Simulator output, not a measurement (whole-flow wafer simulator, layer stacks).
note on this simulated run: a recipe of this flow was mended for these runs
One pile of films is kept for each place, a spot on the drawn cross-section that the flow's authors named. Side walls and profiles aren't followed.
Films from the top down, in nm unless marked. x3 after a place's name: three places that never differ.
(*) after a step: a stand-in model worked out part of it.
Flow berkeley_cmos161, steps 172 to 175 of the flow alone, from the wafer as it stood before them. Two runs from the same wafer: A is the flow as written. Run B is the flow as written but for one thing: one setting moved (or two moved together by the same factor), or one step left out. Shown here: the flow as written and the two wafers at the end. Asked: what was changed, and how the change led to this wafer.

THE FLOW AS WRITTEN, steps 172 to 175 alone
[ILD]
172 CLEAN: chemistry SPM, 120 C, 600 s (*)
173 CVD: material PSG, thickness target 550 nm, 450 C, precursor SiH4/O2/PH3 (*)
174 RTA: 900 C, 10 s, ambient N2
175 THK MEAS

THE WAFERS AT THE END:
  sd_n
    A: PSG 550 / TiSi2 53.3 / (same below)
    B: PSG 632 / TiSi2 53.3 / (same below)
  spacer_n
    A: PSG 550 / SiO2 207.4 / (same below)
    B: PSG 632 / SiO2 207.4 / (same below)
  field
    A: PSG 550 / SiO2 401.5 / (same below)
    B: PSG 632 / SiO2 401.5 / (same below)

The cause: step 173, CVD: thickness target 632 nm was run, where the flow has thickness target 550 nm.
It can be read off the wafer: sd_n has PSG 632, and step 173 as written asks for 550 nm.

How the change led to this, step by step:
  173 CVD: material PSG, thickness target 550 nm, 450 C, precursor SiH4/O2/PH3 (*)
      field, sd_n, spacer_n, gate_n, spacer_p, gate_p, contact x2: A PSG +550 (new film) | B PSG +632 (new film)
      sd_p: A PSG +522.4 (new film) | B PSG +599 (new film)
